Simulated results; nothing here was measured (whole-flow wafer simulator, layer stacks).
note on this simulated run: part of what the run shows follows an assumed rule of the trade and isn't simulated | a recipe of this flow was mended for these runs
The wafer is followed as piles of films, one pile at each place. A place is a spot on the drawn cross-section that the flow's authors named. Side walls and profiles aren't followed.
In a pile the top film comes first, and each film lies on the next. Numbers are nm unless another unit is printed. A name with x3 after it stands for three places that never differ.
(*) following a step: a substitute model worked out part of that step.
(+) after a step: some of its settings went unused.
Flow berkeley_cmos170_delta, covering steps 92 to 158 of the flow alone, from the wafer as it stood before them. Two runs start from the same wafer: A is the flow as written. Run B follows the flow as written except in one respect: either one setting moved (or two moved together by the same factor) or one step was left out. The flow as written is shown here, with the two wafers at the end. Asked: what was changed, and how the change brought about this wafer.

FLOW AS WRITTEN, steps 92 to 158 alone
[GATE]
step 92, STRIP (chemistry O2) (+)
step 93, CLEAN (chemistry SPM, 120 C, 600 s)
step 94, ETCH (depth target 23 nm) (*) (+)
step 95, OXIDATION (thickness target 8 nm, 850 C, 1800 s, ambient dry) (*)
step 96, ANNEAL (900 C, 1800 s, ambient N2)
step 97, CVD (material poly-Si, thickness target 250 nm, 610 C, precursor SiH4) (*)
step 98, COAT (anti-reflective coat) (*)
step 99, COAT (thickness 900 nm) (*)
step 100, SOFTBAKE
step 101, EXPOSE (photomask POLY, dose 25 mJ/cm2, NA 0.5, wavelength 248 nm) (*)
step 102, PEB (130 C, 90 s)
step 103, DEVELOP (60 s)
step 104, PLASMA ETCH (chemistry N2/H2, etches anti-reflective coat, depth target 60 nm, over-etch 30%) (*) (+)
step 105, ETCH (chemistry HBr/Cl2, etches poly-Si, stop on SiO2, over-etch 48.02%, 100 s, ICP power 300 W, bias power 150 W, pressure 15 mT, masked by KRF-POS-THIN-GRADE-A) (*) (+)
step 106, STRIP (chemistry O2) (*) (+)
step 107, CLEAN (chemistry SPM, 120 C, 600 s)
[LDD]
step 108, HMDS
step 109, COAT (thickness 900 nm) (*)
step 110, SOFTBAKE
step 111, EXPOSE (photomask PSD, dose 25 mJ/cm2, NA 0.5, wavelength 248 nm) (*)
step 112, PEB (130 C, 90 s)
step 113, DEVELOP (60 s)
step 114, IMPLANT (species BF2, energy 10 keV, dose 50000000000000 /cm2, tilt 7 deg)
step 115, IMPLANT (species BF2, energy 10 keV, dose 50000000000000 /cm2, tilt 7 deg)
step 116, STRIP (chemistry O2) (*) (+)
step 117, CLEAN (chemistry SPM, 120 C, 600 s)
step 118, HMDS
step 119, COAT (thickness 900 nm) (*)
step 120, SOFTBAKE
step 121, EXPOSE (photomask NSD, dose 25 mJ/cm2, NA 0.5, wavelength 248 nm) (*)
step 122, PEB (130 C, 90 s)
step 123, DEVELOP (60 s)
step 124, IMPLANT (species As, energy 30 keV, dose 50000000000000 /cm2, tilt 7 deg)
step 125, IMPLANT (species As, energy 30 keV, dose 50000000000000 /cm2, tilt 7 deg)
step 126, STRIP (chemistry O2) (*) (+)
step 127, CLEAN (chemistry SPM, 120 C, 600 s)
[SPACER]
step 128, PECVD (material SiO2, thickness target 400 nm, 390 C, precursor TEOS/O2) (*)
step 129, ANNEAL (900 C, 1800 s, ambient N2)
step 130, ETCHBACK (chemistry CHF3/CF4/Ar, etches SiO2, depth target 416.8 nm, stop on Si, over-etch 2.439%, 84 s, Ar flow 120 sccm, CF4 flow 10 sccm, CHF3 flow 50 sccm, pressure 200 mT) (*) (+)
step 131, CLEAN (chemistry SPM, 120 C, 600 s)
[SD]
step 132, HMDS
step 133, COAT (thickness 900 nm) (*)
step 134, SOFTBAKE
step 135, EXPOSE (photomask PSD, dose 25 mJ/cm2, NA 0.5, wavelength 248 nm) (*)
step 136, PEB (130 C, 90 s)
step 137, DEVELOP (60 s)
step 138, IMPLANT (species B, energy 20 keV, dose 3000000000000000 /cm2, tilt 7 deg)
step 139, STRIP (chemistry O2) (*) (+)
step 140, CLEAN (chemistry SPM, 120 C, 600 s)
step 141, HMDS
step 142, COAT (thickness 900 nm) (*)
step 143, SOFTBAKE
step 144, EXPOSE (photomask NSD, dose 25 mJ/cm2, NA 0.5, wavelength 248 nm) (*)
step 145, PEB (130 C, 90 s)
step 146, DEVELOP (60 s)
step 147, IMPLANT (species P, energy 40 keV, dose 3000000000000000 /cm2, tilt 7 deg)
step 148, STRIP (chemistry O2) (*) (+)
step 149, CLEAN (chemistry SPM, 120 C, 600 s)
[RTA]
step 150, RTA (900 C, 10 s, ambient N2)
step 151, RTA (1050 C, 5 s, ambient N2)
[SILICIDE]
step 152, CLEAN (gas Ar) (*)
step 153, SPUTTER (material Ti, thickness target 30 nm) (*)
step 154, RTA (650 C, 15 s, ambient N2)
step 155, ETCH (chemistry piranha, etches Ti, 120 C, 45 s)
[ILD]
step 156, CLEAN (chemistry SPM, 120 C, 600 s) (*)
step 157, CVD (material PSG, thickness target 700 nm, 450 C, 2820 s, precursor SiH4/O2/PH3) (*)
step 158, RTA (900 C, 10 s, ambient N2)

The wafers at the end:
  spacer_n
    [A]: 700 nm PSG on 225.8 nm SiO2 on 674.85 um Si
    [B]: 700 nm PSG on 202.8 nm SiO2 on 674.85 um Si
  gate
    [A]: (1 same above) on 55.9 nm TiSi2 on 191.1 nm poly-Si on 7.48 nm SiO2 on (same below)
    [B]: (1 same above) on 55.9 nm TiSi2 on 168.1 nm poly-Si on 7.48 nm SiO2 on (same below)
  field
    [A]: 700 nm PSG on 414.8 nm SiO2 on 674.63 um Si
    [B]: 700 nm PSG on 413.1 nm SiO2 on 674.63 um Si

The reason: step 97, CVD: thickness target 227 nm was run, while the flow as written has thickness target 250 nm.

How this came from the change, step by step:
  step 97, CVD (material poly-Si, thickness target 250 nm, 610 C, precursor SiH4) (*)
      field, sd_n, spacer_n and 6 more: A poly-Si gains 250 (new film) | B poly-Si gains 227 (new film)
  step 105, ETCH (chemistry HBr/Cl2, etches poly-Si, stop on SiO2, over-etch 48.02%, 100 s, ICP power 300 W, bias power 150 W, pressure 15 mT, masked by KRF-POS-THIN-GRADE-A) (*) (+)
      field: A poly-Si loses 245.4 (all of it), SiO2 loses 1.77 | B poly-Si loses 222.4 (all of it), SiO2 loses 3.54
      sd_n: A poly-Si loses 248.7 (all of it), SiO2 loses 1.52 | B poly-Si loses 225.7 (all of it), SiO2 loses 3.28
      (also at 5 further places)
  step 109, COAT (thickness 900 nm) (*)
      gate: A KrF-resist gains 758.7 (new film) | B KrF-resist gains 776.7 (new film)
      gate_p: A KrF-resist gains 754.5 (new film) | B KrF-resist gains 772.4 (new film)
  step 113, DEVELOP (60 s)
      gate_p: A KrF-resist loses 752.9 (all of it) | B KrF-resist loses 770.8 (all of it)
  step 116, STRIP (chemistry O2) (*) (+)
      gate: A KrF-resist loses 742.2 (all of it), chemical SiO2 gains 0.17 | B KrF-resist loses 760.1 (all of it), chemical SiO2 gains 0.17
  step 119, COAT (thickness 900 nm) (*)
      gate: A KrF-resist gains 758 (new film) | B KrF-resist gains 776.6 (new film)
      gate_p: A KrF-resist gains 753.6 (new film) | B KrF-resist gains 772.3 (new film)
  step 123, DEVELOP (60 s)
      gate: A KrF-resist loses 756.3 (all of it) | B KrF-resist loses 774.9 (all of it)
  step 126, STRIP (chemistry O2) (*) (+)
      gate_p: A KrF-resist loses 737.1 (all of it), chemical SiO2 gains 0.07 | B KrF-resist loses 755.7 (all of it), chemical SiO2 gains 0.07
  step 130, ETCHBACK (chemistry CHF3/CF4/Ar, etches SiO2, depth target 416.8 nm, stop on Si, over-etch 2.439%, 84 s, Ar flow 120 sccm, CF4 flow 10 sccm, CHF3 flow 50 sccm, pressure 200 mT) (*) (+)
      spacer_n, spacer_p: A SiO2 loses 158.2 | B SiO2 loses 179.5
  step 133, COAT (thickness 900 nm) (*)
      spacer_n: A KrF-resist gains 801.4 (new film) | B KrF-resist gains 817.9 (new film)
      gate: A KrF-resist gains 780.9 (new film) | B KrF-resist gains 796.9 (new film)
      (also at 2 further places)
  step 137, DEVELOP (60 s)
      spacer_p: A KrF-resist loses 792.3 (all of it) | B KrF-resist loses 808.7 (all of it)
      gate_p: A KrF-resist loses 771.7 (all of it) | B KrF-resist loses 787.7 (all of it)
  step 139, STRIP (chemistry O2) (*) (+)
      spacer_n: A KrF-resist loses 784.8 (all of it) | B KrF-resist loses 801.1 (all of it)
      gate: A KrF-resist loses 764.3 (all of it), chemical SiO2 gains 0.17, poly-Si loses 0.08 | B KrF-resist loses 780.3 (all of it), chemical SiO2 gains 0.17, poly-Si loses 0.08
  step 142, COAT (thickness 900 nm) (*)
      spacer_n: A KrF-resist gains 801.5 (new film) | B KrF-resist gains 817.9 (new film)
      gate: A KrF-resist gains 780.9 (new film) | B KrF-resist gains 796.9 (new film)
      (also at 2 further places)
  step 148, STRIP (chemistry O2) (*) (+)
      spacer_p: A KrF-resist loses 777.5 (all of it) | B KrF-resist loses 793.9 (all of it)
      gate_p: A KrF-resist loses 756.6 (all of it), chemical SiO2 gains 0.07 | B KrF-resist loses 772.6 (all of it), chemical SiO2 gains 0.07
